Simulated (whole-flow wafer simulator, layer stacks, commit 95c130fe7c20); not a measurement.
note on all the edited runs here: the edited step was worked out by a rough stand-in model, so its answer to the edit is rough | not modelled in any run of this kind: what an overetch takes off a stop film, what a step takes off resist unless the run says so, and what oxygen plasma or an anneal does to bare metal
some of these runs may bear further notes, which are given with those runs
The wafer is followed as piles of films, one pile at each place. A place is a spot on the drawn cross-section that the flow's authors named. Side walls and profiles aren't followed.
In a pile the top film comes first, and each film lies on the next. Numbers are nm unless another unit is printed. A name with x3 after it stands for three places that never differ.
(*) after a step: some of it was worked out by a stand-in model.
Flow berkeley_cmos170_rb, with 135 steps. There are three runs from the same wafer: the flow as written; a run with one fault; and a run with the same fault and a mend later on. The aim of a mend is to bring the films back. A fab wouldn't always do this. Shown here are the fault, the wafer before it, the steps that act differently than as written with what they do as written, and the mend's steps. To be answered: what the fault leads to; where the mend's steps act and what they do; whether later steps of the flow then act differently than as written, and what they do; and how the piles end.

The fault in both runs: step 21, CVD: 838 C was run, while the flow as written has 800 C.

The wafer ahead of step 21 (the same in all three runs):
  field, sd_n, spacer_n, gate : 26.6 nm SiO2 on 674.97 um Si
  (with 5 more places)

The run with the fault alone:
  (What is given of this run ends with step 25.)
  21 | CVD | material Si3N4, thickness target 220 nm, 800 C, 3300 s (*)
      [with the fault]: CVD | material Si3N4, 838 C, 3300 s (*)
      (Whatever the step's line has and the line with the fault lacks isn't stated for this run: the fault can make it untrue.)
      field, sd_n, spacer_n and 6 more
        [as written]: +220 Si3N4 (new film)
        [with the fault]: +337 Si3N4 (new film)
  Every later step of the flow up to step 25 that is run acts as written at every place that is followed.
  The piles after step 25 differ from the flow's at field, sd_n, spacer_n and 6 more by more than 2% or 0.5 nm, whichever is larger.
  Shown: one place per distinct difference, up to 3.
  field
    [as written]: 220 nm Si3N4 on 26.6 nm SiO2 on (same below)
    [with the fault]: 337 nm Si3N4 on 26.6 nm SiO2 on (same below)
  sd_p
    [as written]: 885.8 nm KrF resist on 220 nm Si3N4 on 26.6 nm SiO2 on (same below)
    [with the fault]: 885.8 nm KrF resist on 337 nm Si3N4 on 26.6 nm SiO2 on (same below)

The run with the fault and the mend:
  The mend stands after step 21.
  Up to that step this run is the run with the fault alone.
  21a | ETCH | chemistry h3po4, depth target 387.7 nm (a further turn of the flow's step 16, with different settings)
      field, sd_n, spacer_n and 6 more
        -337 Si3N4 (all of it)
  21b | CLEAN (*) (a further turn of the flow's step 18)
      does not change any film at any place that is followed
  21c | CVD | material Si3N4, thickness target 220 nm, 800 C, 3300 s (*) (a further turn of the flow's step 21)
      field, sd_n, spacer_n and 6 more
        +220 Si3N4 (new film)
  Every later step of the flow that is run acts as written at every place that is followed.
  At every place that both follow, the piles at the end match the flow's.
